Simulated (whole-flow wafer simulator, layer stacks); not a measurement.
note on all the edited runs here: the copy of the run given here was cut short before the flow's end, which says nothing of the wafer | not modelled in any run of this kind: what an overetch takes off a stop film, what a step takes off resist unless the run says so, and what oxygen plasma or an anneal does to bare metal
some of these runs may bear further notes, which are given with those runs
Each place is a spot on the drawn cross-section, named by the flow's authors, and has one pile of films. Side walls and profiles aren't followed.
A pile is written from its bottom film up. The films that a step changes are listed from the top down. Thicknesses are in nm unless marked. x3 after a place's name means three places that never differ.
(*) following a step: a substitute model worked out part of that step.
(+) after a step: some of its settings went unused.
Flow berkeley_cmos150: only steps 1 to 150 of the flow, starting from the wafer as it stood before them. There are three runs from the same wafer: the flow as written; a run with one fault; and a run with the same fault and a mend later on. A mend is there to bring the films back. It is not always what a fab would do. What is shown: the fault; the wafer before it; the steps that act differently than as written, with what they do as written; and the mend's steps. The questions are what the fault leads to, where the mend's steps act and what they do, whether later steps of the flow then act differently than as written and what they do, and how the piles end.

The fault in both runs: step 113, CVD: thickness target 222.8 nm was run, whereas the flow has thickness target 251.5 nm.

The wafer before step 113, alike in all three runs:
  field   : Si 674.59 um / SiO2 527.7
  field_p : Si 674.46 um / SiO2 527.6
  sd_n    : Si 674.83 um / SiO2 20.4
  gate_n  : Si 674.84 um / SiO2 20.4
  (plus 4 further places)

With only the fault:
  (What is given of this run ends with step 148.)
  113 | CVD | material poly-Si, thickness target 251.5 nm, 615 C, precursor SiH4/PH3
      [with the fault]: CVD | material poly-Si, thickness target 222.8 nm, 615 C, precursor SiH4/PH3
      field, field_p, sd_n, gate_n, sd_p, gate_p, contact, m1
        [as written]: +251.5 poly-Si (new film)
        [with the fault]: +222.8 poly-Si (new film)
  Steps further on in the flow that do not act as written (not shown: 9 more steps that differ only slightly, by at most 2% or 0.5 nm, whichever is larger):
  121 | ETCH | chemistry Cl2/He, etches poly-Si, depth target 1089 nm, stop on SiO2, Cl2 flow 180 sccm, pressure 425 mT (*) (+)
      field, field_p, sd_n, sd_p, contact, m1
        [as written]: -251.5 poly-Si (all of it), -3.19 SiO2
        [with the fault]: -222.8 poly-Si (all of it), -3.19 SiO2
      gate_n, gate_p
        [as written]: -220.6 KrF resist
        [with the fault]: -200.1 KrF resist
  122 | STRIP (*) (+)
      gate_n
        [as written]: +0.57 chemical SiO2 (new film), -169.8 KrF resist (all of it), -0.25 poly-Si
        [with the fault]: +0.58 chemical SiO2 (new film), -189.6 KrF resist (all of it), -0.26 poly-Si
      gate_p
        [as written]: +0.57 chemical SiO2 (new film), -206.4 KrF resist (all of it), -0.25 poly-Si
        [with the fault]: +0.58 chemical SiO2 (new film), -225.9 KrF resist (all of it), -0.26 poly-Si
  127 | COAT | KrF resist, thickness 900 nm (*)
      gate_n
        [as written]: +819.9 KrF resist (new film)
        [with the fault]: +839.2 KrF resist (new film)
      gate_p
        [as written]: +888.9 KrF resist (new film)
        [with the fault]: +908.8 KrF resist (new film)
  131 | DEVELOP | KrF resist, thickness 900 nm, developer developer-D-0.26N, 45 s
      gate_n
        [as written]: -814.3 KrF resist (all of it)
        [with the fault]: -833.5 KrF resist (all of it)
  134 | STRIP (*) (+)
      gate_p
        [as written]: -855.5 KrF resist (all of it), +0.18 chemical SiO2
        [with the fault]: -875 KrF resist (all of it), +0.18 chemical SiO2
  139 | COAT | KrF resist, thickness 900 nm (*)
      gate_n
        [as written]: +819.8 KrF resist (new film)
        [with the fault]: +839.1 KrF resist (new film)
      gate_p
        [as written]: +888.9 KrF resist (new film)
        [with the fault]: +908.8 KrF resist (new film)
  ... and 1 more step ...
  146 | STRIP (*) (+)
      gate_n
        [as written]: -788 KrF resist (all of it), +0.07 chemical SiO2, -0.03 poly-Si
        [with the fault]: -806.9 KrF resist (all of it), +0.07 chemical SiO2, -0.03 poly-Si
  The piles after step 148 differ from the flow's at gate_n, gate_p by more than 2% or 0.5 nm, whichever is larger.
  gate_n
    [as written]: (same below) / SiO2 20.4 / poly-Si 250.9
    [with the fault]: (same below) / SiO2 20.4 / poly-Si 222.2
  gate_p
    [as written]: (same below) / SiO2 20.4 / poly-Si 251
    [with the fault]: (same below) / SiO2 20.4 / poly-Si 222.3

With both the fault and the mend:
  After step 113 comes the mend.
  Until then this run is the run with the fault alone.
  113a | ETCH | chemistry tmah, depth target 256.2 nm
      field, field_p, sd_n, gate_n, sd_p, gate_p, contact, m1
        -222.8 poly-Si (all of it)
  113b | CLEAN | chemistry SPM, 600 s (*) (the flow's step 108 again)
      leaves every film unchanged at each place that is followed
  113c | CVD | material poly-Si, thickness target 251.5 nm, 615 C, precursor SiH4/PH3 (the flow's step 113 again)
      field, field_p, sd_n, gate_n, sd_p, gate_p, contact, m1
        +251.5 poly-Si (new film)
  None of the later steps of the flow acts differently than as written at any place that is followed.
  By the end, the piles equal the flow's at every place that both follow.
